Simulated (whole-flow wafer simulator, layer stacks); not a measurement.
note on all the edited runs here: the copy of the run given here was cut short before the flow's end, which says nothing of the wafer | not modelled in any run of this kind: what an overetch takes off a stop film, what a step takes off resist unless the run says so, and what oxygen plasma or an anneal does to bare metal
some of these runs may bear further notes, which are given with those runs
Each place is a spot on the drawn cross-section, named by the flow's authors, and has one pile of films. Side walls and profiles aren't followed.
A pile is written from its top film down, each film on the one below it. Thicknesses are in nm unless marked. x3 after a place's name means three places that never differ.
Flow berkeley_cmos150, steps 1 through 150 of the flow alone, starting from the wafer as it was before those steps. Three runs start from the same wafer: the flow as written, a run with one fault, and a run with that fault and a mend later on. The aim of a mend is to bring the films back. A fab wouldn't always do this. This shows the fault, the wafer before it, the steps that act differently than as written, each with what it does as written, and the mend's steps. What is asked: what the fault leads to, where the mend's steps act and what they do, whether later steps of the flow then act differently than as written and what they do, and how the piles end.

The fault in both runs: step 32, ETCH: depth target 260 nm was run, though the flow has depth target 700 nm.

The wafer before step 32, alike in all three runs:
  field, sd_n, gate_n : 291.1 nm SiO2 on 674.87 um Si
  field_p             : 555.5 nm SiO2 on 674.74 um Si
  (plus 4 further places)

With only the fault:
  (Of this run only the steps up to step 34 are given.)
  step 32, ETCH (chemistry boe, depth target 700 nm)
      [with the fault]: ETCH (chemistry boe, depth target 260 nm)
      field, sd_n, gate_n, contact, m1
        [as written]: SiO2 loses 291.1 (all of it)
        [with the fault]: SiO2 loses 260
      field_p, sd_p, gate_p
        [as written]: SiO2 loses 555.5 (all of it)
        [with the fault]: SiO2 loses 260
  Later steps of the flow acting differently than as written:
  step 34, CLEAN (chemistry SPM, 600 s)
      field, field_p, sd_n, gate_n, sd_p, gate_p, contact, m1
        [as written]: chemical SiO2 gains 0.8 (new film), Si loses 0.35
        [with the fault]: nothing
  Once step 34 is done, the piles at field, field_p, sd_n, gate_n, sd_p, gate_p, contact, m1 depart from the flow's by more than 2% or 0.5 nm, whichever is larger.
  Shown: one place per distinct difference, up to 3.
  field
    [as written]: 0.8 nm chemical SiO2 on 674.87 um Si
    [with the fault]: 31.1 nm SiO2 on 674.87 um Si
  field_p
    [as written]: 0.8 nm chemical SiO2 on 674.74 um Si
    [with the fault]: 295.5 nm SiO2 on 674.74 um Si

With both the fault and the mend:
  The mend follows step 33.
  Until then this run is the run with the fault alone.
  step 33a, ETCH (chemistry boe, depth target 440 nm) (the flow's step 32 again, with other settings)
      field, sd_n, gate_n, contact, m1
        SiO2 loses 31.1 (all of it)
      field_p, sd_p, gate_p
        SiO2 loses 295.5 (all of it)
  Every later step of the flow that is run acts as written at every place that is followed.
  The piles end the same as the flow's at every place that both follow.
